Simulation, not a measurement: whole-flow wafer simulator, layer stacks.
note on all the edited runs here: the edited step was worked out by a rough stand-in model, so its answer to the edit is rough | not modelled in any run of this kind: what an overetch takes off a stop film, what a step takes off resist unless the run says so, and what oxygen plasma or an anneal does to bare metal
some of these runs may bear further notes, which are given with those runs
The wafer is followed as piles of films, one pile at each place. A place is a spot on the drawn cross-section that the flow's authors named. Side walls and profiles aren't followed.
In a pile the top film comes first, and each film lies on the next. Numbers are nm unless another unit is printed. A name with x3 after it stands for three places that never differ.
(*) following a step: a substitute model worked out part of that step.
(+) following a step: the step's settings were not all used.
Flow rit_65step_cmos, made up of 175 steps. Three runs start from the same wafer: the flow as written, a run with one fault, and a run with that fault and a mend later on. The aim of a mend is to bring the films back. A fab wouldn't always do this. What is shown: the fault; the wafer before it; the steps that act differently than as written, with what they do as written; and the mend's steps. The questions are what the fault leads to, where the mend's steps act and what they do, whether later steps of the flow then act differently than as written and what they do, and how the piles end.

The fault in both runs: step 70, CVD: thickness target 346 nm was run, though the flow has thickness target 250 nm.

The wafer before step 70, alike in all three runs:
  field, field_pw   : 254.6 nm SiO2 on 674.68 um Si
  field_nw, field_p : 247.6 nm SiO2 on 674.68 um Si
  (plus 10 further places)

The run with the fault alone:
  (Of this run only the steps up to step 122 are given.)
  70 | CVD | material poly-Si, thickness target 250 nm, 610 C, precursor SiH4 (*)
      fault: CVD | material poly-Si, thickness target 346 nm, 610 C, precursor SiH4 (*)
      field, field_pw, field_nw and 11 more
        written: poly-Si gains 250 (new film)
        fault: poly-Si gains 346 (new film)
  Later steps of the flow acting differently than as written (not shown: 3 more steps that differ only slightly, by at most 2% or 0.5 nm, whichever is larger):
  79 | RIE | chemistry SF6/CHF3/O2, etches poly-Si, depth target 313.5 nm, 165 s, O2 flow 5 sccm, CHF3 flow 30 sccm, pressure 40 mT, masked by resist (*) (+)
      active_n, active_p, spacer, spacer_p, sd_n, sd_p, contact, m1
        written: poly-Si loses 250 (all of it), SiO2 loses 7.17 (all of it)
        fault: poly-Si loses 313.5
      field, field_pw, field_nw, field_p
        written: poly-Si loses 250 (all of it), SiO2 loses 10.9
        fault: poly-Si loses 313.5
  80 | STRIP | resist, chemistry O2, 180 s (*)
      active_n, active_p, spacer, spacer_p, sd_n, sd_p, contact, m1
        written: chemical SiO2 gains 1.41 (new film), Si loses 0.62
        fault: chemical SiO2 gains 1.41 (new film), poly-Si loses 0.62
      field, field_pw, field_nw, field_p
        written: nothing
        fault: chemical SiO2 gains 1.41 (new film), poly-Si loses 0.62
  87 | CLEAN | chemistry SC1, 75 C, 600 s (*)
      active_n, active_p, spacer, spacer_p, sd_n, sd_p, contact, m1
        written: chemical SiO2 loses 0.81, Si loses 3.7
        fault: chemical SiO2 loses 0.81, poly-Si loses 3.7
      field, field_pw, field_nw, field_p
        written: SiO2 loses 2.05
        fault: chemical SiO2 loses 0.81, poly-Si loses 3.7
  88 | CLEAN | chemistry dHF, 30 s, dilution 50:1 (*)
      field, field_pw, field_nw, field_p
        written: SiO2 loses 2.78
        fault: chemical SiO2 loses 0.6 (all of it)
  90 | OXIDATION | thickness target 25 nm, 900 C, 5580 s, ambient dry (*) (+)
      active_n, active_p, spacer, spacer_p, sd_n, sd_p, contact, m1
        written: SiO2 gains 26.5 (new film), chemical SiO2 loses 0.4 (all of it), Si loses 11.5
        fault: SiO2 gains 28.9 (new film), chemical SiO2 loses 0.4 (all of it), poly-Si loses 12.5
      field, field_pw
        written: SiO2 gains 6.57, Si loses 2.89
        fault: SiO2 gains 28.9 (new film), chemical SiO2 loses 0.4 (all of it), poly-Si loses 12.5
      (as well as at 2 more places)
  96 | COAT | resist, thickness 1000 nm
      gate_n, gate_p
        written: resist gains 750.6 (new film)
        fault: resist gains 701 (new film)
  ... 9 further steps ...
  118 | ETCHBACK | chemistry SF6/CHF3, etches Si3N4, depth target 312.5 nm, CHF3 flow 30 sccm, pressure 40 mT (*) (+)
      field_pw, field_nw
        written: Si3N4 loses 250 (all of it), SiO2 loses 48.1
        fault: Si3N4 loses 250 (all of it), SiO2 loses 24.1 (all of it), poly-Si loses 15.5 (all of it), SiO2 loses 16.5
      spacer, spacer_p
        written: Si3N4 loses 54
        fault: Si3N4 gains 0.96
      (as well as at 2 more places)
  Once step 122 is done, the piles at field, field_pw, field_nw, field_p, gate_n, gate_p, spacer, spacer_p depart from the flow's by more than 2% or 0.5 nm, whichever is larger.
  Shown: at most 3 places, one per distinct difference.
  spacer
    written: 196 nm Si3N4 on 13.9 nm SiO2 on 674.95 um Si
    fault: 251 nm Si3N4 on 16.3 nm SiO2 on 15.5 nm poly-Si on 7.17 nm SiO2 on 674.97 um Si
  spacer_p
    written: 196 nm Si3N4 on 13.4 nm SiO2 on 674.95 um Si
    fault: 251 nm Si3N4 on 15.7 nm SiO2 on 15.5 nm poly-Si on 7.17 nm SiO2 on 674.97 um Si
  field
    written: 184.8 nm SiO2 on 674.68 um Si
    fault: 230.4 nm SiO2 on 674.68 um Si

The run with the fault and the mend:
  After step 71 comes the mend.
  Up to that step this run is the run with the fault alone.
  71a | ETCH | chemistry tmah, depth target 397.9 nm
      field, field_pw, field_nw and 11 more
        poly-Si loses 346 (all of it)
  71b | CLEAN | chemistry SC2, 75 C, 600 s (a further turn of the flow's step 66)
      does not change any film at any place that is followed
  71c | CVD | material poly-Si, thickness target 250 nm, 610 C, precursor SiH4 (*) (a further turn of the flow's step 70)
      field, field_pw, field_nw and 11 more
        poly-Si gains 250 (new film)
  Every later step of the flow that is run acts as written at every place that is followed.
  At every place that both follow, the piles at the end match the flow's.
